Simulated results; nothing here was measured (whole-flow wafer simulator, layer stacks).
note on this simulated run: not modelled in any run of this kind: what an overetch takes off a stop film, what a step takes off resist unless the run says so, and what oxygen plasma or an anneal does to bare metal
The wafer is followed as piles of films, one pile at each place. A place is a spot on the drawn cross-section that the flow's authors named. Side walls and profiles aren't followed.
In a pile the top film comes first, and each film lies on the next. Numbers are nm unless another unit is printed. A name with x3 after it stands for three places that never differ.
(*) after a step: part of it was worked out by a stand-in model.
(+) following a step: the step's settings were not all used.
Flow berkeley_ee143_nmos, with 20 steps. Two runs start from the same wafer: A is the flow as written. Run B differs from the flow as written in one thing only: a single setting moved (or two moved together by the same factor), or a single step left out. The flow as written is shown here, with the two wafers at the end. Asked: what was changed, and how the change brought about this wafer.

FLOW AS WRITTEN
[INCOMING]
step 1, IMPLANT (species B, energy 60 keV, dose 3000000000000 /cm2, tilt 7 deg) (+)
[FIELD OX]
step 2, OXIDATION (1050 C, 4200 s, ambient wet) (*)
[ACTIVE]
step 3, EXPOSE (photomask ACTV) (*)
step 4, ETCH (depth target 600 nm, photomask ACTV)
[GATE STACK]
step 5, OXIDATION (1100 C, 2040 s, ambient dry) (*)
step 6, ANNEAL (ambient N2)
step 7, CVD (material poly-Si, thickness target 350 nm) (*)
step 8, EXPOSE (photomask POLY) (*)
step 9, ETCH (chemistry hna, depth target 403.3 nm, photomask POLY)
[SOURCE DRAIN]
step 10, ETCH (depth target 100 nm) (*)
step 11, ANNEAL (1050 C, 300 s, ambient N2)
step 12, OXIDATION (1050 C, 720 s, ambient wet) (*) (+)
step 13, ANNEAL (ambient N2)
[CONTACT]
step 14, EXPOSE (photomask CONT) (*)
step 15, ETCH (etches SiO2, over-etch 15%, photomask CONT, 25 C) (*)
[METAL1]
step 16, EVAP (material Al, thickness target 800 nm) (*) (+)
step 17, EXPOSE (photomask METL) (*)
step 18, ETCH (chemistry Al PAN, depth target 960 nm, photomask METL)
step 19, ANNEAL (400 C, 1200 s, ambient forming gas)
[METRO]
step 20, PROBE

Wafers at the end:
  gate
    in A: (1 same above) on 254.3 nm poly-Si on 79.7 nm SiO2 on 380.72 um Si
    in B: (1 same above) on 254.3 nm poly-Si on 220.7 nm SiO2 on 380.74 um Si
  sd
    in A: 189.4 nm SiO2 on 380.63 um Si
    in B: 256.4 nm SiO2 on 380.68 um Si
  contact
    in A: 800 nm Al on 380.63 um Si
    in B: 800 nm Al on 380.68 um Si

The reason: step 4, ETCH: depth target 372 nm was run, whereas the flow has depth target 600 nm.

Step by step, how the change led to this:
  step 4, ETCH (depth target 600 nm, photomask ACTV)
      gate, sd, contact: A SiO2 loses 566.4 (all of it) | B SiO2 loses 372
  step 5, OXIDATION (1100 C, 2040 s, ambient dry) (*)
      gate, sd, contact: A SiO2 gains 79.7 (new film), Si loses 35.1 | B SiO2 gains 26.3, Si loses 11.6
  step 10, ETCH (depth target 100 nm) (*)
      sd, contact: A SiO2 loses 79.7 (all of it) | B SiO2 loses 100
  step 12, OXIDATION (1050 C, 720 s, ambient wet) (*) (+)
      sd, contact: A SiO2 gains 189.4 (new film), Si loses 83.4 | B SiO2 gains 135.7, Si loses 59.7
  step 15, ETCH (etches SiO2, over-etch 15%, photomask CONT, 25 C) (*)
      contact: A SiO2 loses 189.4 (all of it) | B SiO2 loses 256.4 (all of it)
